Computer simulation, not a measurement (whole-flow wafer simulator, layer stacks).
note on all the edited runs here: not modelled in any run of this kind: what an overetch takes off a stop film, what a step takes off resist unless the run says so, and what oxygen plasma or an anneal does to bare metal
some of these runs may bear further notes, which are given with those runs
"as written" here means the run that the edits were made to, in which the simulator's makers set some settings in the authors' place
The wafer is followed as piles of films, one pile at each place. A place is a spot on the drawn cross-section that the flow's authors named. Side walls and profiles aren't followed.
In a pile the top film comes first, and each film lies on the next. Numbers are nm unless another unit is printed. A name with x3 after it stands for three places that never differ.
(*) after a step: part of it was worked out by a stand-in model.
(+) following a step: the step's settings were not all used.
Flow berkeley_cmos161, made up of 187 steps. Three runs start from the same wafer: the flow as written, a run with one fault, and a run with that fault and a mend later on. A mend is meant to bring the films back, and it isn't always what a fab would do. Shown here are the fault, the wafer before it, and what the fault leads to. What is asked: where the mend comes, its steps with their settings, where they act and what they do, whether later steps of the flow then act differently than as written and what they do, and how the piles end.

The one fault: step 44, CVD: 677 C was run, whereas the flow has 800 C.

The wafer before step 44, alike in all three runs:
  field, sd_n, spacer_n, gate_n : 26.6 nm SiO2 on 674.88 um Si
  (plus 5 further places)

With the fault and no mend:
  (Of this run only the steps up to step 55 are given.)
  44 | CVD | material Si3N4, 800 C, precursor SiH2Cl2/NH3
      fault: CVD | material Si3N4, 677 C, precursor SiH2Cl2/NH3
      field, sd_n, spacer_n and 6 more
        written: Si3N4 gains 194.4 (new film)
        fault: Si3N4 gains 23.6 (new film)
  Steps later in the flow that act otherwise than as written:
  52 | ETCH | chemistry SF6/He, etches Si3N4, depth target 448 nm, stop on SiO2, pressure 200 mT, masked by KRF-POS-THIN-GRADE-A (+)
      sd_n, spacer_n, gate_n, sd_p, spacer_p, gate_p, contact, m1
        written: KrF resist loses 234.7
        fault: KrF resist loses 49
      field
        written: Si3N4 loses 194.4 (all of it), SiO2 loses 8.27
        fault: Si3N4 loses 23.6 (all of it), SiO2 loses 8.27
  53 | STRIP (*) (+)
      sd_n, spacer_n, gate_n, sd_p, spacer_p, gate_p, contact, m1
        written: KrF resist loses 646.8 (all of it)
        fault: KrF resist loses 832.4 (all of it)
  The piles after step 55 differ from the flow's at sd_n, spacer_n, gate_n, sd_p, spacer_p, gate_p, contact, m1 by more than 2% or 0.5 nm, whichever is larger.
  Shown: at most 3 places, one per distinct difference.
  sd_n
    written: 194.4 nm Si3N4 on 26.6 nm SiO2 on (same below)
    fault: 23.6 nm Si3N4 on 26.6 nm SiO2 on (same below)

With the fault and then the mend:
  After step 44 comes the mend.
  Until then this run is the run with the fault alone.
  44a | ETCH | chemistry h3po4, depth target 27.16 nm
      field, sd_n, spacer_n and 6 more
        Si3N4 loses 23.6 (all of it)
  44b | CLEAN | chemistry SPM (a further turn of the flow's step 36)
      alters no film at any place that is followed
  44c | CVD | material Si3N4, 800 C, precursor SiH2Cl2/NH3 (a further turn of the flow's step 44)
      field, sd_n, spacer_n and 6 more
        Si3N4 gains 194.4 (new film)
  Every later step of the flow that is run acts as written at every place that is followed.
  The piles end the same as the flow's at every place that both follow.
